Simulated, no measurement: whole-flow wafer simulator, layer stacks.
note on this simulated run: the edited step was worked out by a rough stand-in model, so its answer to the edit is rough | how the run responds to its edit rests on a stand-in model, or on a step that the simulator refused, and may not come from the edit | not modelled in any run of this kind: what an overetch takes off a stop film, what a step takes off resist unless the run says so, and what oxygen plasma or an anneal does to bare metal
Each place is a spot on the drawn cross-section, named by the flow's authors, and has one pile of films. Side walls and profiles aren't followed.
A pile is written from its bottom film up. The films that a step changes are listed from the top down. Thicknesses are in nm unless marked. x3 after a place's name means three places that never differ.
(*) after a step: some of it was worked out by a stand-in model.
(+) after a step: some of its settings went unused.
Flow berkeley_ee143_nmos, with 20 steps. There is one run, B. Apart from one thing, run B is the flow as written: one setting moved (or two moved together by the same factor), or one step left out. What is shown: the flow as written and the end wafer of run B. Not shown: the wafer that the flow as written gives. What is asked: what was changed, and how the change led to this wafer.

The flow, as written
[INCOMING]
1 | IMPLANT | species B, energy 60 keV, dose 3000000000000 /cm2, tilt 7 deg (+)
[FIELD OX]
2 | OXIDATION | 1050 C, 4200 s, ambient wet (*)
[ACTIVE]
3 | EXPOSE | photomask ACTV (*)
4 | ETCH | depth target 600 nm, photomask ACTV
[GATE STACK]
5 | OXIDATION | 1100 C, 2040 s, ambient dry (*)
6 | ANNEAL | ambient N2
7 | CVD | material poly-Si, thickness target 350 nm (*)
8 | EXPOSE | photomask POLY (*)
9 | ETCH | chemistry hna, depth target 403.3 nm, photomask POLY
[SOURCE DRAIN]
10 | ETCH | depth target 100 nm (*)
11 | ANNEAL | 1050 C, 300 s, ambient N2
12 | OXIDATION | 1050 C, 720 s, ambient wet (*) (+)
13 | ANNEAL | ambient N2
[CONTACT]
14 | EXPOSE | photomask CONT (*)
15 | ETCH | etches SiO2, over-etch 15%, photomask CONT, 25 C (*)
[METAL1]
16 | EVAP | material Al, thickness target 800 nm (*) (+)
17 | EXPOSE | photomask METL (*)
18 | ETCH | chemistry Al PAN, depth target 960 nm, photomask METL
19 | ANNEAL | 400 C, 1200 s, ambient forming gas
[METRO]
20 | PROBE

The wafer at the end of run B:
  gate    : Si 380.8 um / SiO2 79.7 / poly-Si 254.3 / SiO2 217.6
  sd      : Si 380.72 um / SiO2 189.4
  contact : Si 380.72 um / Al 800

The reason: step 2, OXIDATION: 2100 s was run, whereas the flow has 4200 s.

Step by step, how the change led to this:
  2 | OXIDATION | 1050 C, 4200 s, ambient wet (*)
      gate, sd, contact, field: SiO2 gains 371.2 (new film), chemical SiO2 loses 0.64 (all of it), Si loses 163 (in the flow as written it would be: SiO2 gains 566.4 (new film), chemical SiO2 loses 0.64 (all of it), Si loses 248.9)
  4 | ETCH | depth target 600 nm, photomask ACTV
      gate, sd, contact: SiO2 loses 371.2 (all of it) (in the flow as written it would be: SiO2 loses 566.4 (all of it))
  5 | OXIDATION | 1100 C, 2040 s, ambient dry (*)
      field: SiO2 gains 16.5, Si loses 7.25 (in the flow as written it would be: SiO2 gains 11.6, Si loses 5.1)
  12 | OXIDATION | 1050 C, 720 s, ambient wet (*) (+)
      field: SiO2 gains 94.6, Si loses 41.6 (in the flow as written it would be: SiO2 gains 69.1, Si loses 30.4)
